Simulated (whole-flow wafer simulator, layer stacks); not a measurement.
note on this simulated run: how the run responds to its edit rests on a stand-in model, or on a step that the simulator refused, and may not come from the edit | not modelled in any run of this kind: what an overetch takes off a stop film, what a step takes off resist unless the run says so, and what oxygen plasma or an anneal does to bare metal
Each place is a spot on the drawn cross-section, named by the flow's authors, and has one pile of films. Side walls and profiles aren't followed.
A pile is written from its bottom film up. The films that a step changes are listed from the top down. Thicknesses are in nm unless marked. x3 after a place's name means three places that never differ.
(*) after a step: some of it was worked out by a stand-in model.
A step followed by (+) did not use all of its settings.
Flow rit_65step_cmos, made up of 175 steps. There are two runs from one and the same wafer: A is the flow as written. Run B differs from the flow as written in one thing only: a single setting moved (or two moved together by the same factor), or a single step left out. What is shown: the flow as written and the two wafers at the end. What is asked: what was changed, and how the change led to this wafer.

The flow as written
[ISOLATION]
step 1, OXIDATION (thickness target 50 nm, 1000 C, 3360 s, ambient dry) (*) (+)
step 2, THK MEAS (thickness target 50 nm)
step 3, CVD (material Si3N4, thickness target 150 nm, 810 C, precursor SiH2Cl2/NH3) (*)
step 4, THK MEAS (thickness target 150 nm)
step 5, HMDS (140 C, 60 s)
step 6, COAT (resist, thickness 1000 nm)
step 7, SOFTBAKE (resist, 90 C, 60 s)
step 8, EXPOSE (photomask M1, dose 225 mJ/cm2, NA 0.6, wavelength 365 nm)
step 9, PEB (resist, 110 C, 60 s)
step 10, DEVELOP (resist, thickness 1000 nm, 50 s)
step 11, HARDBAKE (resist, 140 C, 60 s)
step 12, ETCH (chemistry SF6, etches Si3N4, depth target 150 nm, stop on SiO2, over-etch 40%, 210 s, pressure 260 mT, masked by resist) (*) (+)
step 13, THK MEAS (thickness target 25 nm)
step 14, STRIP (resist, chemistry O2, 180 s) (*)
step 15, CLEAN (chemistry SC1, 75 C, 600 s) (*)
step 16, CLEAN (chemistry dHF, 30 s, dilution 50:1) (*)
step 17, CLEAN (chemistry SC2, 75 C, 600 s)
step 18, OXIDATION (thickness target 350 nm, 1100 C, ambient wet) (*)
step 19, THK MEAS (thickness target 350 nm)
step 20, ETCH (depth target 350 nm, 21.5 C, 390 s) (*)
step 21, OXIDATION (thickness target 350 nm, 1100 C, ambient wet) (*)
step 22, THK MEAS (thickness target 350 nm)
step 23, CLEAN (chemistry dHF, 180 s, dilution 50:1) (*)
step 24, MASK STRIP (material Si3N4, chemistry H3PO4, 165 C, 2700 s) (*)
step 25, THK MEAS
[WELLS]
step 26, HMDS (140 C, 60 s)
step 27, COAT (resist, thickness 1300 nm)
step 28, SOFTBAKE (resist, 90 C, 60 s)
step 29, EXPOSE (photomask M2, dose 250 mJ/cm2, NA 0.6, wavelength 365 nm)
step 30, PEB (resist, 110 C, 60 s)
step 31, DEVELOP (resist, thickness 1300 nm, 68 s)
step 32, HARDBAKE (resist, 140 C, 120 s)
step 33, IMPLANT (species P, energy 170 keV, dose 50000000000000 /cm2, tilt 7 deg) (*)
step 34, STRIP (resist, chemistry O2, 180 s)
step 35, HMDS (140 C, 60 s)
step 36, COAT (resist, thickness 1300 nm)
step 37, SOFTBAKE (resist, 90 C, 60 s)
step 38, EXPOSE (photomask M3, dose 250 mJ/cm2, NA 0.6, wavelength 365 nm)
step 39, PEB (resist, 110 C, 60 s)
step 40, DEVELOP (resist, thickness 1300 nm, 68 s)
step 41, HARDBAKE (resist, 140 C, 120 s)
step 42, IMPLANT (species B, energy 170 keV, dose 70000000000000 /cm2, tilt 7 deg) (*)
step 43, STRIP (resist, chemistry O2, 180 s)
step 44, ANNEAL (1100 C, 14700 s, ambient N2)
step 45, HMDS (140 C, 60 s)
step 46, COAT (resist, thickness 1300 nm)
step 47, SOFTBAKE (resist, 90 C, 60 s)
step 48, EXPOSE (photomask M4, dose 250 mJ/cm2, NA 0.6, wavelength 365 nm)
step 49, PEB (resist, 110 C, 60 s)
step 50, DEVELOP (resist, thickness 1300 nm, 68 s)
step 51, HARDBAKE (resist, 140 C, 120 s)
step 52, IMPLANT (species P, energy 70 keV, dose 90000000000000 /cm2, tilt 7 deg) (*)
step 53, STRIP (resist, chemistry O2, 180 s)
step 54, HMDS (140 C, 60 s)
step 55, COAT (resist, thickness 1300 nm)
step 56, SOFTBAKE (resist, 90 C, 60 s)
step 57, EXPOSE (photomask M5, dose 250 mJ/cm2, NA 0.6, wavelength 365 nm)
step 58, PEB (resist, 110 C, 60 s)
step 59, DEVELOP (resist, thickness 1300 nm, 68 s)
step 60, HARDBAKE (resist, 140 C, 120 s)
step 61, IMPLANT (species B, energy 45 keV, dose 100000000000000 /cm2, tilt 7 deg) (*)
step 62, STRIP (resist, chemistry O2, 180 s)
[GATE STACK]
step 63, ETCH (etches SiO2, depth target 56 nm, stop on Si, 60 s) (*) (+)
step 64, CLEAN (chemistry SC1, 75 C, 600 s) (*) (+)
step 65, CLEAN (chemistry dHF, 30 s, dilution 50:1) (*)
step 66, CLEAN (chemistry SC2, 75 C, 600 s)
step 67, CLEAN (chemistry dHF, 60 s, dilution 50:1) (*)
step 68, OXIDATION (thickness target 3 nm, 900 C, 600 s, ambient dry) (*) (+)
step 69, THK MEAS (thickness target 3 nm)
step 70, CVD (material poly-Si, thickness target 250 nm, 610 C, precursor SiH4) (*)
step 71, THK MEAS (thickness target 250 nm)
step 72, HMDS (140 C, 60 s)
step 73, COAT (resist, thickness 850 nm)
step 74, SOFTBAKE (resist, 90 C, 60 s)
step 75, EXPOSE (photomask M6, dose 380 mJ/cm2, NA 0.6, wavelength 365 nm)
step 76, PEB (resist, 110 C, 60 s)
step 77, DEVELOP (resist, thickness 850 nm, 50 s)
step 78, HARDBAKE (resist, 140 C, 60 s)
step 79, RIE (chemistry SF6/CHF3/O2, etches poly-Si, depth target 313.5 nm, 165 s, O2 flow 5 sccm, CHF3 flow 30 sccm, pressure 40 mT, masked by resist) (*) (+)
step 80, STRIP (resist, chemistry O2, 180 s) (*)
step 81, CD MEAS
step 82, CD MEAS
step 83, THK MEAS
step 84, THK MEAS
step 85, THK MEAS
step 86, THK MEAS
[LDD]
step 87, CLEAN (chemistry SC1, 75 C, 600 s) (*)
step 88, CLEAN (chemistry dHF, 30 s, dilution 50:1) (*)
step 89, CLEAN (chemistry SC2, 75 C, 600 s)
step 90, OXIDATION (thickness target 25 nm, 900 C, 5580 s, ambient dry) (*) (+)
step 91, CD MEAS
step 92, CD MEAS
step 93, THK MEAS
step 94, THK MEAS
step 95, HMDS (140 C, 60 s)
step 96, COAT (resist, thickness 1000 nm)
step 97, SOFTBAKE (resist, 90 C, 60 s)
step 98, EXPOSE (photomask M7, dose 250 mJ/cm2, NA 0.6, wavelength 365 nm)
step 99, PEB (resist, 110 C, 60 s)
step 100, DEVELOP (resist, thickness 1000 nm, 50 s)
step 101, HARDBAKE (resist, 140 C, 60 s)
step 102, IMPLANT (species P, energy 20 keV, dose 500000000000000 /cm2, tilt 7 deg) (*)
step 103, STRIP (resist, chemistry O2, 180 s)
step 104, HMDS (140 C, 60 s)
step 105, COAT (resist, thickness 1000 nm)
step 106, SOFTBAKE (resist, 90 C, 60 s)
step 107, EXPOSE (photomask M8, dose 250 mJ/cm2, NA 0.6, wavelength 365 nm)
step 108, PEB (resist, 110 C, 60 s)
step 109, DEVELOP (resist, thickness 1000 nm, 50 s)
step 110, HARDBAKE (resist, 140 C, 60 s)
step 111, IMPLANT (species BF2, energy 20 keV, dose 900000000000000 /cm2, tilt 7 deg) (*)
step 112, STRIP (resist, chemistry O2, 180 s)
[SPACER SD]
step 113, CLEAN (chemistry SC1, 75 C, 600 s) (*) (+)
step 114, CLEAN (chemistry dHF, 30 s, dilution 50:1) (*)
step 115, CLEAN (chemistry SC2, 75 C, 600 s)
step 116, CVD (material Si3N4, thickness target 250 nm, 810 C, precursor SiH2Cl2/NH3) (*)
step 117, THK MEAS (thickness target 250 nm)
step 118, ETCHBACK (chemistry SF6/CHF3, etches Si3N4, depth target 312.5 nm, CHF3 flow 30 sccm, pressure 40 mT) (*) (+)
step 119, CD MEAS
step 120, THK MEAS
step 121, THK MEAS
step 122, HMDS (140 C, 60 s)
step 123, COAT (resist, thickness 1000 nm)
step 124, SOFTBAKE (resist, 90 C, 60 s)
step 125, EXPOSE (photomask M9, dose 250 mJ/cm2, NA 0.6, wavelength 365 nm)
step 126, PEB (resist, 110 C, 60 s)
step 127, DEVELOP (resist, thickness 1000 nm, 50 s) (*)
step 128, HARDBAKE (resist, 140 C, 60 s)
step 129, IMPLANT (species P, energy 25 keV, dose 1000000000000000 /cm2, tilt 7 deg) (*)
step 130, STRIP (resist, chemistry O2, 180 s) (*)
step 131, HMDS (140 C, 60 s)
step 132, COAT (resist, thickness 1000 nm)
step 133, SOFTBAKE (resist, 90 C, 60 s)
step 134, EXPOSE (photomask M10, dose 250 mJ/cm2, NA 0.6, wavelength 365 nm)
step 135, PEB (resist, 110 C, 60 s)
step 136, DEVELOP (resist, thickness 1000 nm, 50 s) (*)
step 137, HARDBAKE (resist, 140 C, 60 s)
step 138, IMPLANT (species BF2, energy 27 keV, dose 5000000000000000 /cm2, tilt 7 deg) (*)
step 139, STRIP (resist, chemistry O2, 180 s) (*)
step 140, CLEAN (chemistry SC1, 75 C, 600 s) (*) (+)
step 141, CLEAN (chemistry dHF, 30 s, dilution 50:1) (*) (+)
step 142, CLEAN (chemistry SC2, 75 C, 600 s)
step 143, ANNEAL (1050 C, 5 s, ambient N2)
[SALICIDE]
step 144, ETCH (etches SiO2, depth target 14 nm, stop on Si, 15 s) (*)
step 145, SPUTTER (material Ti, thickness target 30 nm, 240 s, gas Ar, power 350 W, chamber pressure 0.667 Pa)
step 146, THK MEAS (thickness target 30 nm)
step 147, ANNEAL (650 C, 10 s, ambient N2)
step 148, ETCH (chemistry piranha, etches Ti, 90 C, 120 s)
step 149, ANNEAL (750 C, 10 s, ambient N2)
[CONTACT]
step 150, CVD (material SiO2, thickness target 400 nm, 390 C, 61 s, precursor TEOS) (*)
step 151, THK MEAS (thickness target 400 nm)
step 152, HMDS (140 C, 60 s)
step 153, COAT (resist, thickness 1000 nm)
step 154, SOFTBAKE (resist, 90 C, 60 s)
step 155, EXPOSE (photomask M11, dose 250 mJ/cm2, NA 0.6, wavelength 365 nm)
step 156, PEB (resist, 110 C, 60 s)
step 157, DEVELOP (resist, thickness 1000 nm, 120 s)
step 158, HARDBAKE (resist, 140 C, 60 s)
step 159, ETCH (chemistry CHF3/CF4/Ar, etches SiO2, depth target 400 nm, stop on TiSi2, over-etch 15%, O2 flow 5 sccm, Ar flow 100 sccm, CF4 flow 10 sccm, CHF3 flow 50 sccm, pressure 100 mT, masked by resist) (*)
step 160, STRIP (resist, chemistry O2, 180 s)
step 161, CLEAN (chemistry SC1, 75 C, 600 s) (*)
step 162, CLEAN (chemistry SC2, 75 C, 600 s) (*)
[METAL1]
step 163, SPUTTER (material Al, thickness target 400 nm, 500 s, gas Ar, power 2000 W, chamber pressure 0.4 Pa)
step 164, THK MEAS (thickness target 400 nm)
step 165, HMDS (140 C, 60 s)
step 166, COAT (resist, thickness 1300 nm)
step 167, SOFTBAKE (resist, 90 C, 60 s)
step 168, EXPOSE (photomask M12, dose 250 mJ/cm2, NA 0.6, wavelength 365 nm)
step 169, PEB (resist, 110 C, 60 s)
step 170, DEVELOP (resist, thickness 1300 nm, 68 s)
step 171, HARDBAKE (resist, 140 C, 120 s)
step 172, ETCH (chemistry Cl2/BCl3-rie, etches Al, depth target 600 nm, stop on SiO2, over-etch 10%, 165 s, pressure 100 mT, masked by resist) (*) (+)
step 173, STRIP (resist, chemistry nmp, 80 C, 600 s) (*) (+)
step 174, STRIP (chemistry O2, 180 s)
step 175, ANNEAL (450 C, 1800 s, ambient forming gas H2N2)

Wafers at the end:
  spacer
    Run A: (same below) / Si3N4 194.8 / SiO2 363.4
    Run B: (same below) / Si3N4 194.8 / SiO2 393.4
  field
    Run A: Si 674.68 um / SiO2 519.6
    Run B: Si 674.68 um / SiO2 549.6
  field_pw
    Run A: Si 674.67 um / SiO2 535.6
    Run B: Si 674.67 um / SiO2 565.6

Cause: step 163, SPUTTER: thickness target 640 nm was run, while the flow as written has thickness target 400 nm.

Step by step, how the change led to this:
  step 163, SPUTTER (material Al, thickness target 400 nm, 500 s, gas Ar, power 2000 W, chamber pressure 0.4 Pa)
      field, field_pw, field_p, spacer, spacer_p: A Al gains 400 (new film) | B Al gains 640 (new film)
      gate_n, gate_p: A Al gains 396 (new film) | B Al gains 572.3 (new film)
      (also at 1 further place)
  step 166, COAT (resist, thickness 1300 nm)
      gate_n: A resist gains 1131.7 (new film) | B resist gains 1198.2 (new film)
      gate_p: A resist gains 1135.6 (new film) | B resist gains 1201.4 (new film)
  step 169, PEB (resist, 110 C, 60 s)
      gate_n: A resist loses 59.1 | B resist loses 62.8
      gate_p: A resist loses 59.3 | B resist loses 62.9
  step 170, DEVELOP (resist, thickness 1300 nm, 68 s)
      gate_n: A resist loses 1072.6 (all of it) | B resist loses 1135.4 (all of it)
      gate_p: A resist loses 1076.3 (all of it) | B resist loses 1138.5 (all of it)
  step 172, ETCH (chemistry Cl2/BCl3-rie, etches Al, depth target 600 nm, stop on SiO2, over-etch 10%, 165 s, pressure 100 mT, masked by resist) (*) (+)
      field, field_pw, field_p, spacer, spacer_p: A Al loses 400 (all of it), SiO2 loses 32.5 | B Al loses 640 (all of it), SiO2 loses 2.5
      gate_n, gate_p: A Al loses 396 (all of it), SiO2 loses 33 | B Al loses 572.3 (all of it), SiO2 loses 11
      (also at 1 further place)
